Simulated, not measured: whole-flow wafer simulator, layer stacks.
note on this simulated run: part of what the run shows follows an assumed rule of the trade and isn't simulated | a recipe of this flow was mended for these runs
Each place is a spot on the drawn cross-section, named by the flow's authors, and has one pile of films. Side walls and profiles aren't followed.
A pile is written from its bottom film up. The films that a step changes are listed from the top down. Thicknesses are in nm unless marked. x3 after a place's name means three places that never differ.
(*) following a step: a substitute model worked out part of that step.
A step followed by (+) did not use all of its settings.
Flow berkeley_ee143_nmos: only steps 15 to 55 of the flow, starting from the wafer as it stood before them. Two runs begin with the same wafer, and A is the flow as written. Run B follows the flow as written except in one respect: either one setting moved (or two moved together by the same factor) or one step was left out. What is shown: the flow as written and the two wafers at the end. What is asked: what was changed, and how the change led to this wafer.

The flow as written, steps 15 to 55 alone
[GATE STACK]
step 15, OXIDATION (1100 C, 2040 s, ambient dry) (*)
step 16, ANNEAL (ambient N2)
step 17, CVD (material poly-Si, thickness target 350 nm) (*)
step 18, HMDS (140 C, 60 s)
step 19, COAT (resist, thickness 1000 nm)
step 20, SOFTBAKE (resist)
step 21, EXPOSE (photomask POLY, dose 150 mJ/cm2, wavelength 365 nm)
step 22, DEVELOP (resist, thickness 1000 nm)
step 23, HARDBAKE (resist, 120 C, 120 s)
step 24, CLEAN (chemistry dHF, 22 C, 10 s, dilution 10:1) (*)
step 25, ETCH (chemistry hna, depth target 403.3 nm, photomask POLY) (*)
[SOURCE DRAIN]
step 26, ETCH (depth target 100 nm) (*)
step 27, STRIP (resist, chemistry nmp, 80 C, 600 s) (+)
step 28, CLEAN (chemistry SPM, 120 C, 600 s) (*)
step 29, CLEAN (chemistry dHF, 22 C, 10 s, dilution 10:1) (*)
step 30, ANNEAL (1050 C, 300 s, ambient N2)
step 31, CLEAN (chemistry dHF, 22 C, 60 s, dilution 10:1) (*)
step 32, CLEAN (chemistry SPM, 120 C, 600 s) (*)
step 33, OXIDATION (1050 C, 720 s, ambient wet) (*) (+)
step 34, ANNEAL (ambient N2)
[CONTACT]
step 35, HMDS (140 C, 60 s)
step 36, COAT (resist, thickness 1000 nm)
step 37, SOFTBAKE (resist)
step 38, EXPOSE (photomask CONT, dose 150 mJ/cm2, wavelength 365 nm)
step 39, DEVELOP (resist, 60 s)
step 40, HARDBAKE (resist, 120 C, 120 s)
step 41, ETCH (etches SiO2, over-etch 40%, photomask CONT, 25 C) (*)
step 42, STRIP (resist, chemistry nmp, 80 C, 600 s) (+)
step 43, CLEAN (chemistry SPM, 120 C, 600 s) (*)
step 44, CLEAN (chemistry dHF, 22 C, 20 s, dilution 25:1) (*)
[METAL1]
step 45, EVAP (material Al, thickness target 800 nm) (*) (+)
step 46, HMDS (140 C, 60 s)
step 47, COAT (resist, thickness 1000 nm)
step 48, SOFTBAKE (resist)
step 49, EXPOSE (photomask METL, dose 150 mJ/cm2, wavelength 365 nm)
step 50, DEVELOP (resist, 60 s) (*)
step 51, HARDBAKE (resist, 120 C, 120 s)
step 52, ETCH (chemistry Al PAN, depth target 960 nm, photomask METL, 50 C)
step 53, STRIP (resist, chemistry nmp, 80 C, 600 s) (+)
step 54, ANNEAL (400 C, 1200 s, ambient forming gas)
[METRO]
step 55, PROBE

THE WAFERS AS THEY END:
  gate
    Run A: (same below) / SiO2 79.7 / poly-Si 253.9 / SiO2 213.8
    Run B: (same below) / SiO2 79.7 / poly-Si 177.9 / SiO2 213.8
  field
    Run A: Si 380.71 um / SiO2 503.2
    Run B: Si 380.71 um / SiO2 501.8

What caused this: step 17, CVD: thickness target 274 nm was run, whereas the flow has thickness target 350 nm.

Step by step, how the change led to this:
  step 17, CVD (material poly-Si, thickness target 350 nm) (*)
      gate, sd, contact, field: A +350 poly-Si (new film) | B +274 poly-Si (new film)
  step 25, ETCH (chemistry hna, depth target 403.3 nm, photomask POLY) (*)
      sd, contact, field: A -350 poly-Si (all of it), -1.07 SiO2 | B -274 poly-Si (all of it), -2.59 SiO2
  step 36, COAT (resist, thickness 1000 nm)
      gate: A +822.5 resist (new film) | B +862.6 resist (new film)
      field: A +850.4 resist (new film) | B +831.7 resist (new film)
  step 40, HARDBAKE (resist, 120 C, 120 s)
      gate: A -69 resist | B -72.5 resist
      field: A -71.4 resist | B -69.8 resist
  step 42, STRIP (resist, chemistry nmp, 80 C, 600 s) (+)
      gate: A -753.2 resist (all of it) | B -789.6 resist (all of it)
      field: A -778.6 resist (all of it) | B -761.5 resist (all of it)
  step 47, COAT (resist, thickness 1000 nm)
      gate: A +834.7 resist (new film) | B +873.2 resist (new film)
      field: A +854.5 resist (new film) | B +834.8 resist (new film)
  step 50, DEVELOP (resist, 60 s) (*)
      gate: A -834.7 resist (all of it), -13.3 Al | B -873.2 resist (all of it), -13.3 Al
      field: A -854.5 resist (all of it), -13.3 Al | B -834.8 resist (all of it), -13.3 Al
